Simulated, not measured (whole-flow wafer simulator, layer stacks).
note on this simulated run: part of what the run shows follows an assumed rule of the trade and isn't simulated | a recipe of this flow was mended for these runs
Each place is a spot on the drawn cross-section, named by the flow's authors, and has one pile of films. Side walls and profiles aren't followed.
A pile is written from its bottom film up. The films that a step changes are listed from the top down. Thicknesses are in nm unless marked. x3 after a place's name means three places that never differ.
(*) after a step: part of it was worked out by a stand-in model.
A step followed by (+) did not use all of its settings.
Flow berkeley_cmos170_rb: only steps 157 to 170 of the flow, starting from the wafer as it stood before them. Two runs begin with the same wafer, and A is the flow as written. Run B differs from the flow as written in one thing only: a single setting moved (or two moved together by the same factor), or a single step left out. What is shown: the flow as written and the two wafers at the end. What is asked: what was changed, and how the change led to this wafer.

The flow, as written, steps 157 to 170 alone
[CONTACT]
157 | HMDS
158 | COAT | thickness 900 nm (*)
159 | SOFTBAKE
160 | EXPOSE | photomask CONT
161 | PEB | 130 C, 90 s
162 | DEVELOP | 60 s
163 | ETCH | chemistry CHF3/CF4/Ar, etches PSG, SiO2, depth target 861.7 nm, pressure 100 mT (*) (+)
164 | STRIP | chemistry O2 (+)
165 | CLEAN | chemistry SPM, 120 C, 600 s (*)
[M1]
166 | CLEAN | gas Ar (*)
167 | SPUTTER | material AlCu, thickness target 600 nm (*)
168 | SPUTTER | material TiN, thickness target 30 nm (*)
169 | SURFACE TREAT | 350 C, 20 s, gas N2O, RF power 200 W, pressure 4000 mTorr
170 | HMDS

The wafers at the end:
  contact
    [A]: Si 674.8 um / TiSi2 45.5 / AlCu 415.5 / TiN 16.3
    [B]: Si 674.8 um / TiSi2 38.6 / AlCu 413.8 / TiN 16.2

Cause: step 163, ETCH: depth target 1000 nm was run, whereas the flow has depth target 861.7 nm.

How this came from the change, step by step:
  163 | ETCH | chemistry CHF3/CF4/Ar, etches PSG, SiO2, depth target 861.7 nm, pressure 100 mT (*) (+)
      field, sd_n, spacer_n, gate, sd_p, spacer_p, gate_p, m1: A KrF-resist loses 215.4 | B KrF-resist loses 250.1
      contact: A PSG loses 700 (all of it), TiSi2 loses 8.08 | B PSG loses 700 (all of it), TiSi2 loses 15
  164 | STRIP | chemistry O2 (+)
      field: A KrF-resist loses 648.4 (all of it) | B KrF-resist loses 613.7 (all of it)
      sd_n: A KrF-resist loses 772.5 (all of it) | B KrF-resist loses 737.8 (all of it)
      (and at 6 other places as well)
